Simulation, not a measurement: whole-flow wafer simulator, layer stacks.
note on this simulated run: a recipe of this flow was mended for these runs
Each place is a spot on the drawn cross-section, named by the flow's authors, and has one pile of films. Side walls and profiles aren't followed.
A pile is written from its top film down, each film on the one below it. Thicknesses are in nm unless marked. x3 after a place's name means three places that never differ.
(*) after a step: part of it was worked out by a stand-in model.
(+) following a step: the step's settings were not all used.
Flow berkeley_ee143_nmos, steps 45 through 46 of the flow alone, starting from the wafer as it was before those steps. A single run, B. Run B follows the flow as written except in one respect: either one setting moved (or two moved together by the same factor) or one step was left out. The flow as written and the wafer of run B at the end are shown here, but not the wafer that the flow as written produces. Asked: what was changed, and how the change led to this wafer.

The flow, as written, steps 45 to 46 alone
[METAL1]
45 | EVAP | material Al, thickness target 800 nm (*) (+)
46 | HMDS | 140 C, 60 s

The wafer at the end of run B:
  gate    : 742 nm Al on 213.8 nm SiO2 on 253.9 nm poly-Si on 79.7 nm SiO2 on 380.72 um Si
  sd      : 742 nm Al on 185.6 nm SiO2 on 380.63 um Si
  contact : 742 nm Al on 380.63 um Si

What caused this: step 45, EVAP: thickness target 742 nm was run, though the flow has thickness target 800 nm.
The wafer lets one read it off: gate has Al 742, and step 45 as written asks for 800 nm.

The path from the change to this, step by step:
  45 | EVAP | material Al, thickness target 800 nm (*) (+)
      gate, sd, contact, field: Al gains 742 (new film) (as written it would have been: Al gains 800 (new film))
